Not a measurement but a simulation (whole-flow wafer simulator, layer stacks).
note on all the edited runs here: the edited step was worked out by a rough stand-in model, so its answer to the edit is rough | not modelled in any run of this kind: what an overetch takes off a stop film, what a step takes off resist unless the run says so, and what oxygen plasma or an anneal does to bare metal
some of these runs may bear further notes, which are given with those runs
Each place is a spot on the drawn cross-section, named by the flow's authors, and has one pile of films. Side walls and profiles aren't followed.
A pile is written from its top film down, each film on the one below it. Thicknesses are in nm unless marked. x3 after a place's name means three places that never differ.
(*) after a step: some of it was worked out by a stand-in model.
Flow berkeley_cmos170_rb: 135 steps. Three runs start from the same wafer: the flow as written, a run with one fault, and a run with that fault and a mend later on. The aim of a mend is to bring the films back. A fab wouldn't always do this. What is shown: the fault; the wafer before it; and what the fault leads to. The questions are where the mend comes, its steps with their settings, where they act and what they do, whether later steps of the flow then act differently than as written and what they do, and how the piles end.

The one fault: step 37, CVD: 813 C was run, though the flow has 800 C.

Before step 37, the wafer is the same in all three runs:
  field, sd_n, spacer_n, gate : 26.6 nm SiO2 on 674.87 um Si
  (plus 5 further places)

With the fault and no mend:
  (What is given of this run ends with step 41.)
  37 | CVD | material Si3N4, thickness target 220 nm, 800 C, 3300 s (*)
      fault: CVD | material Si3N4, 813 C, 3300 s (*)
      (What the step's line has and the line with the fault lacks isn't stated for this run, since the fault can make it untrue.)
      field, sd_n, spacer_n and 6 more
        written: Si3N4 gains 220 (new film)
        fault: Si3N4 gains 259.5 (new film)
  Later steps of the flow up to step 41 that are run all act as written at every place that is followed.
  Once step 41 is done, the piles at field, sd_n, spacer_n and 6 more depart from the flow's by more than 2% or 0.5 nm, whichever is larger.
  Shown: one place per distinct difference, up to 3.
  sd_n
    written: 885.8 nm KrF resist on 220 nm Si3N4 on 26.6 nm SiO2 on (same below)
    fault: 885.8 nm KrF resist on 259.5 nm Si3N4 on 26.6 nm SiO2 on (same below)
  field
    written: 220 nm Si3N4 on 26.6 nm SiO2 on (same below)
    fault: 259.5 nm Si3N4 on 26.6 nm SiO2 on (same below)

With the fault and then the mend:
  The mend follows step 37.
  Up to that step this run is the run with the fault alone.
  37a | ETCH | chemistry h3po4, depth target 39.48 nm (the flow's step 30, run once more with other settings)
      field, sd_n, spacer_n and 6 more
        Si3N4 loses 39.5
  Later steps of the flow that are run all act as written at every place that is followed.
  At every place that both follow, the piles at the end match the flow's.
